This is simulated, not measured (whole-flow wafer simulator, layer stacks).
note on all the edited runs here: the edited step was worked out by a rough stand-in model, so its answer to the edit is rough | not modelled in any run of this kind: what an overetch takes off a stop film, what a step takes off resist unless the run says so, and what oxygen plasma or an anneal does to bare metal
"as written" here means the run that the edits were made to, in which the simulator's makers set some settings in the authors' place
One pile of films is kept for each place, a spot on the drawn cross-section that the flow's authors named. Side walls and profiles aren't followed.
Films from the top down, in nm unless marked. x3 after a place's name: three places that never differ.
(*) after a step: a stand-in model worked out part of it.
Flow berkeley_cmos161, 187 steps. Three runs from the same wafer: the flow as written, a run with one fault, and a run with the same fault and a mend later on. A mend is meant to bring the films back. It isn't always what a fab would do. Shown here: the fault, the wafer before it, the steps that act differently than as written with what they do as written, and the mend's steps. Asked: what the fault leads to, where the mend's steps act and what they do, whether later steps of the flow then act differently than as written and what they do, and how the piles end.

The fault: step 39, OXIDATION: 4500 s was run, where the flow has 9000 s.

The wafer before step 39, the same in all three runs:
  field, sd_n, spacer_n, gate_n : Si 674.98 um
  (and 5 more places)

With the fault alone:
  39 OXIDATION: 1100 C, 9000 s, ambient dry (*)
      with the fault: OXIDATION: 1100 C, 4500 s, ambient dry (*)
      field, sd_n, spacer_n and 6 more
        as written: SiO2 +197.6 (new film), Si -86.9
        with the fault: SiO2 +129.1 (new film), Si -56.8
  Later steps of the flow that act differently than as written:
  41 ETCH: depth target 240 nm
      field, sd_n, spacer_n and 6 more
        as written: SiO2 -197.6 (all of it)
        with the fault: SiO2 -129.1 (all of it)
  At the end the piles differ from the flow's only slightly at the places that both follow, by at most 2% or 0.5 nm, whichever is larger.

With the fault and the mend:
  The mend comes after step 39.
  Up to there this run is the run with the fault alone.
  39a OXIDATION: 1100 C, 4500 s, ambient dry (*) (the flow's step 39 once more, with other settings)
      field, sd_n, spacer_n and 6 more
        SiO2 +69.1, Si -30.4
  No later step of the flow acts differently than as written, at any place that is followed, by more than 2% or 0.5 nm, whichever is larger.
  At the end the piles differ from the flow's only slightly at the places that both follow, by at most 2% or 0.5 nm, whichever is larger.
